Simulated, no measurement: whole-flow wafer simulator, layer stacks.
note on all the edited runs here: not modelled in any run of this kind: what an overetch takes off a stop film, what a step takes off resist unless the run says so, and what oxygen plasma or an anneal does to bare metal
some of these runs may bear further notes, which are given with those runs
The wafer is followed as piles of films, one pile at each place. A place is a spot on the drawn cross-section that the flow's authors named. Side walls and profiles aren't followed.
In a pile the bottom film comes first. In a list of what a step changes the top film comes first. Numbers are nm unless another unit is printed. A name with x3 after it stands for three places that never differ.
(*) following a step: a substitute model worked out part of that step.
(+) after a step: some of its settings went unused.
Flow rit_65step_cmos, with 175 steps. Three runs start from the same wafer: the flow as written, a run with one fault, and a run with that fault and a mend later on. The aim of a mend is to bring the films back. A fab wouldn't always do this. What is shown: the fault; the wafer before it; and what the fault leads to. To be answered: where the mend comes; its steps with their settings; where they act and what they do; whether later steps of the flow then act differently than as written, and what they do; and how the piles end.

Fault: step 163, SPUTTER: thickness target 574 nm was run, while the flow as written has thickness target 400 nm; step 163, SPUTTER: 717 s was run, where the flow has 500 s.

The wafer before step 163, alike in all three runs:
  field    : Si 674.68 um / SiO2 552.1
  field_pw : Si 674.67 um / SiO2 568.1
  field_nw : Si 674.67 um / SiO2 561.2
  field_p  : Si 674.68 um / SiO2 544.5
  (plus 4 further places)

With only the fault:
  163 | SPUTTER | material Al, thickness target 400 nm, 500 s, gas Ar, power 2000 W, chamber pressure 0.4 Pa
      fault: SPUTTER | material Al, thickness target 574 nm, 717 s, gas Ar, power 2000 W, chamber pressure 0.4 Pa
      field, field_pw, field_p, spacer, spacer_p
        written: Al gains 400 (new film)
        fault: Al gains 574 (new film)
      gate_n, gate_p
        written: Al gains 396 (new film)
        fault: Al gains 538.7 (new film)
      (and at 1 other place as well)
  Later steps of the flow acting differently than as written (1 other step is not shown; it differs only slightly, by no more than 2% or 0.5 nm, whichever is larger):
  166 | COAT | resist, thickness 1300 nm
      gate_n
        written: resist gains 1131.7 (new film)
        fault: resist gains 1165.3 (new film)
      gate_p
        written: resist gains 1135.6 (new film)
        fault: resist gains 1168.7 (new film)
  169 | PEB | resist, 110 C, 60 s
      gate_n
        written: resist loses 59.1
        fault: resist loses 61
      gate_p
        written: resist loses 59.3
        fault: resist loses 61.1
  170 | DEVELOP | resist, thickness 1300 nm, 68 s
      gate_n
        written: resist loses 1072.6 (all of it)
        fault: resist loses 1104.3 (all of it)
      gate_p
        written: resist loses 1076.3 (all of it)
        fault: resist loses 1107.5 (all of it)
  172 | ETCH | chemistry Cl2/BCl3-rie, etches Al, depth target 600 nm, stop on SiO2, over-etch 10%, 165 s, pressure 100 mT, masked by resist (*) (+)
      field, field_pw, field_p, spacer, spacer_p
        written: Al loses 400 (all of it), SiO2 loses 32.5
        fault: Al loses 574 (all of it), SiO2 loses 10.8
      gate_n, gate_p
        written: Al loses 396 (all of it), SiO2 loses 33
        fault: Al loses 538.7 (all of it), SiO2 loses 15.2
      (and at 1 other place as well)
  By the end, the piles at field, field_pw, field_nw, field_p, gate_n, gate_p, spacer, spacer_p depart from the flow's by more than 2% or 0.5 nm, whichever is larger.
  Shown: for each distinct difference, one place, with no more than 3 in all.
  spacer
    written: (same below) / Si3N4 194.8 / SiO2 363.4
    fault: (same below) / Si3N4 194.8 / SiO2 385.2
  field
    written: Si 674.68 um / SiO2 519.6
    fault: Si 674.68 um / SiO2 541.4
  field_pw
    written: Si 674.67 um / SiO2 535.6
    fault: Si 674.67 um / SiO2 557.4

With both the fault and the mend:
  The mend stands after step 164.
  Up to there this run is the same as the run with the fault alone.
  164a | ETCH | chemistry al pan, depth target 654.6 nm
      field, field_pw, field_nw, field_p, spacer, spacer_p
        Al loses 574 (all of it)
      gate_n, gate_p
        Al loses 538.7 (all of it)
  164b | SPUTTER | material Al, thickness target 400 nm, 500 s, gas Ar, power 2000 W, chamber pressure 0.4 Pa (a further turn of the flow's step 163)
      field, field_pw, field_p, spacer, spacer_p
        Al gains 400 (new film)
      gate_n, gate_p
        Al gains 396 (new film)
      field_nw
        Al gains 397.2 (new film)
  Every later step of the flow that is run acts as written at every place that is followed.
  At every place that both follow, the piles at the end match the flow's.
